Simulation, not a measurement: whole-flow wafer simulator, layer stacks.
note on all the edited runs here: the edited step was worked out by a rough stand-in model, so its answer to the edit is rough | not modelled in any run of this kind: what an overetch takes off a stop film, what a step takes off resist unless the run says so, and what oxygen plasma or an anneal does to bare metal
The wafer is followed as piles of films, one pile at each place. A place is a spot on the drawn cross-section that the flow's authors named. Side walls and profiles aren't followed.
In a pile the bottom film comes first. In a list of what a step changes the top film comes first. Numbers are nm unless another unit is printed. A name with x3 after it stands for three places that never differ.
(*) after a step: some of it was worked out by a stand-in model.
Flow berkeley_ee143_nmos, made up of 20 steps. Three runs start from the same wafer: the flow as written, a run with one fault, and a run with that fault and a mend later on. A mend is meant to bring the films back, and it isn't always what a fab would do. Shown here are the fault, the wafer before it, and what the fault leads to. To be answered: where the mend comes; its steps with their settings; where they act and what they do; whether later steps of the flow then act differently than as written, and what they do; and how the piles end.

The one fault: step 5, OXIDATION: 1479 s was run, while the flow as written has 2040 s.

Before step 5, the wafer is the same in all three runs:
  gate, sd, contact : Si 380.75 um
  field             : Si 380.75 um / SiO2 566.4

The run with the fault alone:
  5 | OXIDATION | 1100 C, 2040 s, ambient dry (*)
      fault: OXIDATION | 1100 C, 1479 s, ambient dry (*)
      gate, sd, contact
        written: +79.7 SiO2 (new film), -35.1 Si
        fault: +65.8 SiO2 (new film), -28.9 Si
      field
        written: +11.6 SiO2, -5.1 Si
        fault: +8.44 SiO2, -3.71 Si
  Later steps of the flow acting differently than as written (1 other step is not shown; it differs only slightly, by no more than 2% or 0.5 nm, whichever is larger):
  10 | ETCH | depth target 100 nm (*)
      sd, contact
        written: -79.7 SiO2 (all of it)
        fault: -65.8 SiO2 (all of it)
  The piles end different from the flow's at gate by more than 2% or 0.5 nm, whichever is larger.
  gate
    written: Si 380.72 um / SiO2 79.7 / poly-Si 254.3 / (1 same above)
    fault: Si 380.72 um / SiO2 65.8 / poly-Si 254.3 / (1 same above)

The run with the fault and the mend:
  The mend follows step 5.
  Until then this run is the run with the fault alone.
  5a | OXIDATION | 1100 C, 561 s, ambient dry (*) (the flow's step 5 again, with other settings)
      gate, sd, contact
        +14 SiO2, -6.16 Si
      field
        +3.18 SiO2, -1.4 Si
  None of the later steps of the flow differs from how it acts as written, at any place that is followed, by more than 2% or 0.5 nm, whichever is larger.
  The piles end only slightly different from the flow's at the places that both follow, by no more than 2% or 0.5 nm, whichever is larger.
